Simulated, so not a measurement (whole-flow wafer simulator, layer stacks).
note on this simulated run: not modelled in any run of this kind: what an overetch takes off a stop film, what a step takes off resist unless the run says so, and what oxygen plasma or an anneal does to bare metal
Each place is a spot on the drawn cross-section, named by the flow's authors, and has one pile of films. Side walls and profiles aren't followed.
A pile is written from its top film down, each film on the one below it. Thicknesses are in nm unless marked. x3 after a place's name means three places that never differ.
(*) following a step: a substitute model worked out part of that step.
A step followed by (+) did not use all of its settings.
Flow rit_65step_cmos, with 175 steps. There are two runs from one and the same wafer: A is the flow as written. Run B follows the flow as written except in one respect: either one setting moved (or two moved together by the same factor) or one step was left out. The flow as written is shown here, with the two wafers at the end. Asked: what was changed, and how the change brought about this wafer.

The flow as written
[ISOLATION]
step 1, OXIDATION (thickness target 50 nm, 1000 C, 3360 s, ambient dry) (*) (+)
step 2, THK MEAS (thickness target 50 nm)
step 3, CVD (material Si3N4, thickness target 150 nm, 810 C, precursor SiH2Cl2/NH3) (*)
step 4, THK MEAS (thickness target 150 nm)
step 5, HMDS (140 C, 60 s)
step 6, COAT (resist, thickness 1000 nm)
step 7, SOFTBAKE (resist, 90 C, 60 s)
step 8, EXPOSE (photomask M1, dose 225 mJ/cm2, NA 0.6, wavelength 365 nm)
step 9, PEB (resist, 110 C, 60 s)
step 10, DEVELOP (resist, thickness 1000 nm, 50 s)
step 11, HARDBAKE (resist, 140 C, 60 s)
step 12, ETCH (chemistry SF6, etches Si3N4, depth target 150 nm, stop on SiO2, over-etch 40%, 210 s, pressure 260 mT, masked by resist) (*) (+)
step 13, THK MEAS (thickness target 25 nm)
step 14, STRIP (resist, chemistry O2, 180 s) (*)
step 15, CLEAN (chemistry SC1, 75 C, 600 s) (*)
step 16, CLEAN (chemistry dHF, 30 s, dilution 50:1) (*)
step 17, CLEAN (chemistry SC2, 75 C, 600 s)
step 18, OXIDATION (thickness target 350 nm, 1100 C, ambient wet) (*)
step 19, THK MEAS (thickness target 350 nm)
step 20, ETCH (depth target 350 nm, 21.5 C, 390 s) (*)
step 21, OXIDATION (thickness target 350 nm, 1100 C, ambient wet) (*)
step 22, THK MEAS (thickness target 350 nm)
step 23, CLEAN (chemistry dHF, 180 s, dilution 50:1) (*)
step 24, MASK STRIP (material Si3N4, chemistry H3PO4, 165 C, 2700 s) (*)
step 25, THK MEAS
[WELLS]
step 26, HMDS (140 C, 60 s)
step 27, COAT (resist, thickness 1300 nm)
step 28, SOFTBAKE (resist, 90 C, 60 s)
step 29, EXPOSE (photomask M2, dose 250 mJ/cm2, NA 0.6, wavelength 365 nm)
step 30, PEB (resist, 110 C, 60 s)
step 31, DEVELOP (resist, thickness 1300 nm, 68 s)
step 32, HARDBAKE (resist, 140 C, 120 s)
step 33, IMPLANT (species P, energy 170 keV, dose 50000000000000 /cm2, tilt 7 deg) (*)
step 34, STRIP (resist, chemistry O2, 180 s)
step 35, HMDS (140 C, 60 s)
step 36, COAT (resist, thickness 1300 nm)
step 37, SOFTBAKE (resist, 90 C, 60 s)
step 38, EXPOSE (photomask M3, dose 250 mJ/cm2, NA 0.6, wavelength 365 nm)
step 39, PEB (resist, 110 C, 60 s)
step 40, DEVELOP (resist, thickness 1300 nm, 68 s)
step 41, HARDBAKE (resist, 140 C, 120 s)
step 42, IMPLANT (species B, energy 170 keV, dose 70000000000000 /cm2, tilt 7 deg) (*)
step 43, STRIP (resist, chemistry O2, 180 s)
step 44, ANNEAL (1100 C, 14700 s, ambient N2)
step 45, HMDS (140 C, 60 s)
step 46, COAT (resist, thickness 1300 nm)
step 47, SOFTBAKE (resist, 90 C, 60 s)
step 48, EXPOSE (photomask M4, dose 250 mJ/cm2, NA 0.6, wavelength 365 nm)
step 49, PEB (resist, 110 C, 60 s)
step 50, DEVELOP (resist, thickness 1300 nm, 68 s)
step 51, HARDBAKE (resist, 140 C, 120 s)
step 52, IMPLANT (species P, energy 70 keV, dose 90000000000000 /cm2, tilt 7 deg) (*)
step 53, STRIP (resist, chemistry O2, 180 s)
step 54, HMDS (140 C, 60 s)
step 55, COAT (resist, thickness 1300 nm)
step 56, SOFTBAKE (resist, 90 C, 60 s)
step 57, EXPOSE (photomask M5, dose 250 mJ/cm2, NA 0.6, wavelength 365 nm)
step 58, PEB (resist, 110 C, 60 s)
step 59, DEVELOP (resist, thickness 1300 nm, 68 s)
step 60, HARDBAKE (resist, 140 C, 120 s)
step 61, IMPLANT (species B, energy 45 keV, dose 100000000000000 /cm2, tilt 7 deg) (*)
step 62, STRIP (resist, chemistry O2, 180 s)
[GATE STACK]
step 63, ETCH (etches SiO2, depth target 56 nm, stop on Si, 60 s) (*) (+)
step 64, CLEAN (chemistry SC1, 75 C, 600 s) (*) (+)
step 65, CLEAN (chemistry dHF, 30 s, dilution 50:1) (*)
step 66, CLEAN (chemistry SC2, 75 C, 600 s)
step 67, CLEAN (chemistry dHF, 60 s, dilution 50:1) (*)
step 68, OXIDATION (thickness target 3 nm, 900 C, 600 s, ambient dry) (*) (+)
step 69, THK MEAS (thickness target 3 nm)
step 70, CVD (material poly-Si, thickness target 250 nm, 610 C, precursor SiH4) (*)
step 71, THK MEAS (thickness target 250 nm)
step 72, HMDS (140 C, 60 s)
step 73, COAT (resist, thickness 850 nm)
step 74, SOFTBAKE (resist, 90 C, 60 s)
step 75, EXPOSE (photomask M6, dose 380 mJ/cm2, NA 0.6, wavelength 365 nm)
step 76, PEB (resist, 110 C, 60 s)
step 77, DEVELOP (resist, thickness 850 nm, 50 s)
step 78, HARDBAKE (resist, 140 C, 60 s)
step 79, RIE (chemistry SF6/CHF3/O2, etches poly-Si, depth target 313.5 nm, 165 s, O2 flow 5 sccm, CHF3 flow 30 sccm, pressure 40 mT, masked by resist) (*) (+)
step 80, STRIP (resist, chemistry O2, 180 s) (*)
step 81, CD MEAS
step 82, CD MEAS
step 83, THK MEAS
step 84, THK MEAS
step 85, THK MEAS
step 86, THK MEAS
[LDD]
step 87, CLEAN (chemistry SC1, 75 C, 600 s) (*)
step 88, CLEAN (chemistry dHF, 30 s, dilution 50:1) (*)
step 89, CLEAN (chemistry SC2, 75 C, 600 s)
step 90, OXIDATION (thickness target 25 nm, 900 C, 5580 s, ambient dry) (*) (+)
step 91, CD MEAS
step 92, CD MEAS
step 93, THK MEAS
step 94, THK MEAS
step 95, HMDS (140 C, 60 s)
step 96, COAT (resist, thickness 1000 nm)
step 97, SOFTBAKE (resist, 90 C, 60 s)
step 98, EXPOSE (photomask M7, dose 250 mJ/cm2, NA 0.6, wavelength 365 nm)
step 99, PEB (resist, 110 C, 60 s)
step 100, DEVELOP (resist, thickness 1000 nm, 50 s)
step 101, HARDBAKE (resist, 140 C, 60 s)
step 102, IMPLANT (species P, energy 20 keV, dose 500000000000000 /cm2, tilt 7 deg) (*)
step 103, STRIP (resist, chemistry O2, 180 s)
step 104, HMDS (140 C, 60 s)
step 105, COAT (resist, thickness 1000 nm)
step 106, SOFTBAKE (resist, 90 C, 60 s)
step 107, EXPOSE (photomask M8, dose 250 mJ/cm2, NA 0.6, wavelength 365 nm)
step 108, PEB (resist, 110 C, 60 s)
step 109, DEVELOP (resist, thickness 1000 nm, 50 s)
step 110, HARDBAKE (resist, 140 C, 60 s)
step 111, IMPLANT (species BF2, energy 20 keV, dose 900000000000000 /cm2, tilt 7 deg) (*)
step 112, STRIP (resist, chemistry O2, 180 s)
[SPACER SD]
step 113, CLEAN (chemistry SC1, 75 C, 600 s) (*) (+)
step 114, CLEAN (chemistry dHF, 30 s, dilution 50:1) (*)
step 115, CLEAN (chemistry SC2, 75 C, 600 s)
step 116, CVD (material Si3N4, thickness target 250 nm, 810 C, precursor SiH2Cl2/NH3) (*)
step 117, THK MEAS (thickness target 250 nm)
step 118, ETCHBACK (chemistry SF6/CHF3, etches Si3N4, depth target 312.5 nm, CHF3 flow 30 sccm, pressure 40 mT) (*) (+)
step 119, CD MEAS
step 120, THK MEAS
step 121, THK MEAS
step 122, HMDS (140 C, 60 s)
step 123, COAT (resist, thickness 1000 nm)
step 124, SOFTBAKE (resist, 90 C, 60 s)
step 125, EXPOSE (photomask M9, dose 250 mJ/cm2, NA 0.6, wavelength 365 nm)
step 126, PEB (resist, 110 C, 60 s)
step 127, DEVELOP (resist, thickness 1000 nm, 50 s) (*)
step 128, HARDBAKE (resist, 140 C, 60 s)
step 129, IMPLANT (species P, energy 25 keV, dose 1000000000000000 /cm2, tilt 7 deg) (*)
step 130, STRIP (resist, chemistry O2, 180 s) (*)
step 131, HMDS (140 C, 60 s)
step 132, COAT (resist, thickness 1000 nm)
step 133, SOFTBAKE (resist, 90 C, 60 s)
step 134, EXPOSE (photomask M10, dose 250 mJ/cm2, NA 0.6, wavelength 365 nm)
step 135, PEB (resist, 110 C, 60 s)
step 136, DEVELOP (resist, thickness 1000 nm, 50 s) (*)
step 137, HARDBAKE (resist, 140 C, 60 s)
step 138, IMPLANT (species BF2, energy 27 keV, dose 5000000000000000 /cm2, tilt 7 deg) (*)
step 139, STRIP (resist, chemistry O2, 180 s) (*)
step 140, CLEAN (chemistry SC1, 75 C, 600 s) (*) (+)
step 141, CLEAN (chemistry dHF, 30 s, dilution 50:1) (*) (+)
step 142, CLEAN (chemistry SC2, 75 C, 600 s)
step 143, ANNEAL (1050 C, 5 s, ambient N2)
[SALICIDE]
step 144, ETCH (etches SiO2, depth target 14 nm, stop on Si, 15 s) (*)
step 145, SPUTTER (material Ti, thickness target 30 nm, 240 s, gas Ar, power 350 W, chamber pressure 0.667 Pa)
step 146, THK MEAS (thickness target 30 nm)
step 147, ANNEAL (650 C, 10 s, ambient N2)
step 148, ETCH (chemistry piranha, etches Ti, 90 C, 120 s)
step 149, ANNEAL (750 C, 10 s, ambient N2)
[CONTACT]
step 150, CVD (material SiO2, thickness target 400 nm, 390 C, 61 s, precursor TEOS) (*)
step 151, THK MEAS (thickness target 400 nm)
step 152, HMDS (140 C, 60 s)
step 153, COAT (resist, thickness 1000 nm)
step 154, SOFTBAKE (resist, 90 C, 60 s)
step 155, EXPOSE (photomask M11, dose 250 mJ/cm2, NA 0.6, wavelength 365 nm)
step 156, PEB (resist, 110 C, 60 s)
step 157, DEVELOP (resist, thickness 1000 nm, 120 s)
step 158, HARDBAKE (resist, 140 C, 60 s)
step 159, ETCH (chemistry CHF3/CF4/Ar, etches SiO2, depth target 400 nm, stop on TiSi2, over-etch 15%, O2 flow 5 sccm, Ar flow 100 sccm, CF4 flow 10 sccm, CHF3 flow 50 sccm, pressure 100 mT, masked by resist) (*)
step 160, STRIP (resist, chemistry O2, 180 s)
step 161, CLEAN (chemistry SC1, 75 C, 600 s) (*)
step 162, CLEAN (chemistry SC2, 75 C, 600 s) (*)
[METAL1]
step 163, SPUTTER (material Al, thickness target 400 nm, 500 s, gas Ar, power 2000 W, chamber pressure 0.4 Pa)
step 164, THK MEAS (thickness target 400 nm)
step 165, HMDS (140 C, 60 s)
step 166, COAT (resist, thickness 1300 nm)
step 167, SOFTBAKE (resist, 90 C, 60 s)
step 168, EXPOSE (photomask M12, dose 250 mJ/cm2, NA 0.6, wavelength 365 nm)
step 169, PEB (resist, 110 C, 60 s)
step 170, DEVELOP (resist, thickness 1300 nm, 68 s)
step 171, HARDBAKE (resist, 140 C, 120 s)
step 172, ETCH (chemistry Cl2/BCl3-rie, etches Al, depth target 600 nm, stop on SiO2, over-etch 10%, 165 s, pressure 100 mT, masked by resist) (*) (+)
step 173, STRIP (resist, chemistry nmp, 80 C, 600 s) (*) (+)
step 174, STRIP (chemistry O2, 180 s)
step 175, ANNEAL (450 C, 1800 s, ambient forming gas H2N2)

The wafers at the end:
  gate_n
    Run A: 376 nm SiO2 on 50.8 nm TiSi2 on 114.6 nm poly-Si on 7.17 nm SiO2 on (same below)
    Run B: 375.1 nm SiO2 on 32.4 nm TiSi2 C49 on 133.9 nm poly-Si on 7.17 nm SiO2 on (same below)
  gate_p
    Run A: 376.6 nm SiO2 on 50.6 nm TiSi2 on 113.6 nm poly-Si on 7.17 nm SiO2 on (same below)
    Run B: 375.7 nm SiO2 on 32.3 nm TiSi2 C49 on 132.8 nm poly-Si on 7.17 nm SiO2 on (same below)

The reason: step 145, SPUTTER: 144 s was run, whereas the flow has 240 s.

Step by step, how the change led to this:
  step 145, SPUTTER (material Ti, thickness target 30 nm, 240 s, gas Ar, power 350 W, chamber pressure 0.667 Pa)
      field, field_pw, field_nw, field_p, spacer, spacer_p: A +30 Ti (new film) | B +18 Ti (new film)
      gate_n: A +27.3 Ti (new film) | B +16.4 Ti (new film)
      (as well as at 1 more place)
  step 147, ANNEAL (650 C, 10 s, ambient N2)
      gate_n: A -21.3 Ti, +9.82 TiSi first (new film), +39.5 TiSi2 C49 (new film), -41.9 poly-Si | B -12.8 Ti, +32.5 TiSi2 C49 (new film), -29.1 poly-Si
      gate_p: A -21.2 Ti, +9.56 TiSi first (new film), +39.6 TiSi2 C49 (new film), -41.9 poly-Si | B -12.7 Ti, +32.4 TiSi2 C49 (new film), -29 poly-Si
  step 148, ETCH (chemistry piranha, etches Ti, 90 C, 120 s)
      gate_n: A -6 Ti (all of it), -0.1 TiSi first | B -3.61 Ti (all of it), -0.11 TiSi2 C49
      gate_p: A -5.97 Ti (all of it), -0.1 TiSi first | B -3.59 Ti (all of it), -0.11 TiSi2 C49
      (as well as at 6 more places)
  step 149, ANNEAL (750 C, 10 s, ambient N2)
      gate_n: A +50.8 TiSi2 (new film), -9.72 TiSi first (all of it), -39.5 TiSi2 C49 (all of it), -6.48 poly-Si | B nothing
      gate_p: A +50.6 TiSi2 (new film), -9.46 TiSi first (all of it), -39.6 TiSi2 C49 (all of it), -6.31 poly-Si | B nothing
